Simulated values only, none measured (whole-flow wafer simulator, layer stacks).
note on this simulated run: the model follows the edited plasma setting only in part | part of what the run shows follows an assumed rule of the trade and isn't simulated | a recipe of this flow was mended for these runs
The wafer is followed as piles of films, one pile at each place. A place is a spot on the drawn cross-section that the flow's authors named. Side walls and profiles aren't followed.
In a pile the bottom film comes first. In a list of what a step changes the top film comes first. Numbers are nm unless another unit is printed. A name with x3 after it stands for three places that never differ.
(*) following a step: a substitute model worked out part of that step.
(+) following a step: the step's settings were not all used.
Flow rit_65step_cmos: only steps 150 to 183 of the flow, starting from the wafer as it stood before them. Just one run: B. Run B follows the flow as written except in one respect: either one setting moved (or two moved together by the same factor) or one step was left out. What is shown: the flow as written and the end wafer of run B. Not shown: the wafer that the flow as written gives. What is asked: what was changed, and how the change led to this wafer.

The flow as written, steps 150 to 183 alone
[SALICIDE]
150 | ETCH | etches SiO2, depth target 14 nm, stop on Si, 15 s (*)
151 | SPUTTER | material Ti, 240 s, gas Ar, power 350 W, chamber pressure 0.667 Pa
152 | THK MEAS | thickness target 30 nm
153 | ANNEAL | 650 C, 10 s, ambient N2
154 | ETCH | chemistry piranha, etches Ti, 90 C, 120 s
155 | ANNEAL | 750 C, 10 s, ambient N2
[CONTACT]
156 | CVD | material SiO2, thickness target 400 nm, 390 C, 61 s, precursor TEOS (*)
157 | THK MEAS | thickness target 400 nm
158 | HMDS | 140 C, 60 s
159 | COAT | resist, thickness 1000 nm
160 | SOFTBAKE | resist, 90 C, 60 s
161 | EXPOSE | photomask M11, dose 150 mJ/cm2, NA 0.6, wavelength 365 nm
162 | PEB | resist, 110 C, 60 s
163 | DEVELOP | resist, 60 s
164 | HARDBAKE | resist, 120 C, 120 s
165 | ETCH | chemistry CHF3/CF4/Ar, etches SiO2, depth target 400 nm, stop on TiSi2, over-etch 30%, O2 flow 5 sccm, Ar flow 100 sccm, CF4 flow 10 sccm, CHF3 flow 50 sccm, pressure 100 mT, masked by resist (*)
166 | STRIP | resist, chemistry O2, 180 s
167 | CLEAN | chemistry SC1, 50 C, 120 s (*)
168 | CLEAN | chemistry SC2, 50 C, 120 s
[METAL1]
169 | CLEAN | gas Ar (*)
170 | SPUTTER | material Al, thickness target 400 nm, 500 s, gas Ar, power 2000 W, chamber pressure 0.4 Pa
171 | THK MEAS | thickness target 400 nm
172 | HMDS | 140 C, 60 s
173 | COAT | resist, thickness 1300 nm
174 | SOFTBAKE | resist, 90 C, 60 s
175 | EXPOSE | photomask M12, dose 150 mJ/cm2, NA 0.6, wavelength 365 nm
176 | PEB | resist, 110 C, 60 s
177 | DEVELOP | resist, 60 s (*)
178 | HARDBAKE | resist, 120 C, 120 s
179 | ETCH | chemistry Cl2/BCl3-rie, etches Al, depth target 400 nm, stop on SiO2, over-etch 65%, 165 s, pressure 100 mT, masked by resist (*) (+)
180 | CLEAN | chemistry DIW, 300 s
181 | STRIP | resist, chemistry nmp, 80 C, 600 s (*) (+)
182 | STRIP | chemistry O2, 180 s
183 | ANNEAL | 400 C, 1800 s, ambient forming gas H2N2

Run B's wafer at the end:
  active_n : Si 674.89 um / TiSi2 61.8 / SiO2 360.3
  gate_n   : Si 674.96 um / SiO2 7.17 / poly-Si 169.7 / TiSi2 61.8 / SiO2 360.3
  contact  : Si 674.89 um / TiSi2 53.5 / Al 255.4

The reason: step 151, SPUTTER: power 387 W was run, whereas the flow has power 350 W.

Step by step, how the change led to this:
  151 | SPUTTER | material Ti, 240 s, gas Ar, power 350 W, chamber pressure 0.667 Pa
      field, field_pw, field_nw and 11 more: Ti gains 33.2 (new film) (in the flow as written it would be: Ti gains 30 (new film))
  153 | ANNEAL | 650 C, 10 s, ambient N2
      active_n, active_p, sd_n, sd_p, contact, m1: Ti loses 25.9, TiSi first gains 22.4 (new film), TiSi2 C49 gains 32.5 (new film), Si loses 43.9 (in the flow as written it would be: Ti loses 23.4, TiSi first gains 15 (new film), TiSi2 C49 gains 37.2 (new film), Si loses 43.1)
      gate_n, gate_p: Ti loses 25.9, TiSi first gains 22.4 (new film), TiSi2 C49 gains 32.5 (new film), poly-Si loses 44 (in the flow as written it would be: Ti loses 23.4, TiSi first gains 15 (new film), TiSi2 C49 gains 37.2 (new film), poly-Si loses 43.3)
  154 | ETCH | chemistry piranha, etches Ti, 90 C, 120 s
      active_n, active_p, gate_n, gate_p, sd_n, sd_p, contact, m1: Ti loses 7.3 (all of it), TiSi first loses 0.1 (in the flow as written it would be: Ti loses 6.6 (all of it), TiSi first loses 0.1)
      field, field_pw, field_nw, field_p, spacer, spacer_p: Ti loses 33.2 (all of it) (in the flow as written it would be: Ti loses 30 (all of it))
  155 | ANNEAL | 750 C, 10 s, ambient N2
      active_n, active_p, sd_n, sd_p, contact, m1: TiSi2 gains 61.8 (new film), TiSi first loses 22.3 (all of it), TiSi2 C49 loses 32.5 (all of it), Si loses 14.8 (in the flow as written it would be: TiSi2 gains 55.9 (new film), TiSi first loses 14.9 (all of it), TiSi2 C49 loses 37.2 (all of it), Si loses 9.91)
      gate_n, gate_p: TiSi2 gains 61.8 (new film), TiSi first loses 22.3 (all of it), TiSi2 C49 loses 32.5 (all of it), poly-Si loses 14.9 (in the flow as written it would be: TiSi2 gains 55.9 (new film), TiSi first loses 14.9 (all of it), TiSi2 C49 loses 37.2 (all of it), poly-Si loses 9.95)
